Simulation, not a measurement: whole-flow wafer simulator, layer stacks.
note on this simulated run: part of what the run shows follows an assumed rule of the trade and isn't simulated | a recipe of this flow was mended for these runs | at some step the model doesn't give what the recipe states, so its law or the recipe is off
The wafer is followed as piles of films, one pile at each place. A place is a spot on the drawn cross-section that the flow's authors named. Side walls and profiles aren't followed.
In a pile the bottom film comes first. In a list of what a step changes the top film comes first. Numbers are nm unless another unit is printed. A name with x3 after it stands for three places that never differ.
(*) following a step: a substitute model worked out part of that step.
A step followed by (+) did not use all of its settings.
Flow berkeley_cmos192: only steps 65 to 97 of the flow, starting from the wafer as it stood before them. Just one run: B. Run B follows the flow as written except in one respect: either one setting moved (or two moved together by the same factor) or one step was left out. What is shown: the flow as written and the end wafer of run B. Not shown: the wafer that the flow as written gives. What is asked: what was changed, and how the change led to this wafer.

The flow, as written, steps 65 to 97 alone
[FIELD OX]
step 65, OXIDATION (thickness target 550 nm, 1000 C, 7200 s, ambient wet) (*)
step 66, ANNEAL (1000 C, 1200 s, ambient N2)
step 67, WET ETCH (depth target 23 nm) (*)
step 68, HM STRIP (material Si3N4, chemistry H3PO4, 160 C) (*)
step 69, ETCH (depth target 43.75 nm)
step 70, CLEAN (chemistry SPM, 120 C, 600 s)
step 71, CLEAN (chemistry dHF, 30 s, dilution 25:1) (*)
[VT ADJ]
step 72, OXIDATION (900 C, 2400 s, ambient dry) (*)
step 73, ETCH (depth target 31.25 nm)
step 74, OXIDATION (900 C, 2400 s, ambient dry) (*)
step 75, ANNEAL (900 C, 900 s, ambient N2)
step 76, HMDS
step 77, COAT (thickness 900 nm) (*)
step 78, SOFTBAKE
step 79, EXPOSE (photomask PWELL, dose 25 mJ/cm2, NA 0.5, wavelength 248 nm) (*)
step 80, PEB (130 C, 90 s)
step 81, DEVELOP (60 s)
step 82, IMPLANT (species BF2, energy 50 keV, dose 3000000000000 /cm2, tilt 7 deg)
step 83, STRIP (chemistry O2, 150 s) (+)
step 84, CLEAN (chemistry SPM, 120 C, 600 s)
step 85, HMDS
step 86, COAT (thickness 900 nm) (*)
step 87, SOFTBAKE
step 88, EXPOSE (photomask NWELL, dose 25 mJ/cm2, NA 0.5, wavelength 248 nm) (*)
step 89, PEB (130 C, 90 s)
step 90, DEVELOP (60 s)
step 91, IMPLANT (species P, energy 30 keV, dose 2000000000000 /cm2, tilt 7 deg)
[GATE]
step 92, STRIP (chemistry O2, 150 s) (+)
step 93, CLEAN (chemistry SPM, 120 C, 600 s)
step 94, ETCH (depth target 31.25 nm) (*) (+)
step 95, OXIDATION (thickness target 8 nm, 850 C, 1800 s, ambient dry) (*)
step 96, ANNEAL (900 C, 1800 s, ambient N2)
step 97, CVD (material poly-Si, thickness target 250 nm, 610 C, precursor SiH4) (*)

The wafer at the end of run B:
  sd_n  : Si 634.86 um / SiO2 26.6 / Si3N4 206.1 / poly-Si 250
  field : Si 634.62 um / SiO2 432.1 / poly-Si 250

What caused this: step 68, HM STRIP: material Si3N4, chemistry H3PO4, 160 C (*), was skipped.

Step by step, how the change led to this:
  step 69, ETCH (depth target 43.75 nm)
      spacer_n, gate, spacer_p, gate_p, contact, m1: -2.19 Si3N4 (as written it would have been: -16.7 SiO2 (all of it))
      sd_n, sd_p: -2.19 Si3N4 (as written it would have been: -16.8 SiO2 (all of it))
  step 70, CLEAN (chemistry SPM, 120 C, 600 s)
      sd_n, spacer_n, gate, sd_p, spacer_p, gate_p, contact, m1: nothing (as written it would have been: +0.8 chemical SiO2 (new film), -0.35 Si)
  step 71, CLEAN (chemistry dHF, 30 s, dilution 25:1) (*)
      sd_n, spacer_n, gate, sd_p, spacer_p, gate_p, contact, m1: -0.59 Si3N4 (as written it would have been: -0.8 chemical SiO2 (all of it))
  step 72, OXIDATION (900 C, 2400 s, ambient dry) (*)
      sd_n, spacer_n, gate, sd_p, spacer_p, gate_p, contact, m1: nothing (as written it would have been: +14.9 SiO2 (new film), -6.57 Si)
  step 73, ETCH (depth target 31.25 nm)
      sd_n, spacer_n, gate, sd_p, spacer_p, gate_p, contact, m1: -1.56 Si3N4 (as written it would have been: -14.9 SiO2 (all of it))
  step 74, OXIDATION (900 C, 2400 s, ambient dry) (*)
      sd_n, spacer_n, gate, sd_p, spacer_p, gate_p, contact, m1: nothing (as written it would have been: +14.9 SiO2 (new film), -6.57 Si)
  step 77, COAT (thickness 900 nm) (*)
      field: +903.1 KrF-resist (new film) (as written it would have been: +845.8 KrF-resist (new film))
      sd_n: +894 KrF-resist (new film) (as written it would have been: +1006.3 KrF-resist (new film))
      (and at 7 other places as well)
  step 81, DEVELOP (60 s)
      field: -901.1 KrF-resist (all of it) (as written it would have been: -844 KrF-resist (all of it))
      sd_n: -892.1 KrF-resist (all of it) (as written it would have been: -1004.1 KrF-resist (all of it))
      (and at 4 other places as well)
  step 83, STRIP (chemistry O2, 150 s) (+)
      sd_p: -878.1 KrF-resist (all of it) (as written it would have been: -970.8 KrF-resist (all of it))
      spacer_p: -878.9 KrF-resist (all of it) (as written it would have been: -953.7 KrF-resist (all of it))
      (and at 1 other place as well)
  step 86, COAT (thickness 900 nm) (*)
      field: +903.1 KrF-resist (new film) (as written it would have been: +845.8 KrF-resist (new film))
      sd_n: +894 KrF-resist (new film) (as written it would have been: +1006.3 KrF-resist (new film))
      (and at 7 other places as well)
  step 90, DEVELOP (60 s)
      sd_p: -893 KrF-resist (all of it) (as written it would have been: -985.7 KrF-resist (all of it))
      spacer_p: -893.9 KrF-resist (all of it) (as written it would have been: -968.6 KrF-resist (all of it))
      (and at 1 other place as well)
  step 92, STRIP (chemistry O2, 150 s) (+)
      field: -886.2 KrF-resist (all of it) (as written it would have been: -829 KrF-resist (all of it))
      sd_n: -877.1 KrF-resist (all of it) (as written it would have been: -989.1 KrF-resist (all of it))
      (and at 4 other places as well)
  step 94, ETCH (depth target 31.25 nm) (*) (+)
      sd_n, spacer_n, gate, sd_p, spacer_p, gate_p, contact, m1: -1.56 Si3N4 (as written it would have been: -14.9 SiO2 (all of it))
  step 95, OXIDATION (thickness target 8 nm, 850 C, 1800 s, ambient dry) (*)
      sd_n, spacer_n, gate, sd_p, spacer_p, gate_p, contact, m1: nothing (as written it would have been: +7.48 SiO2 (new film), -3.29 Si)
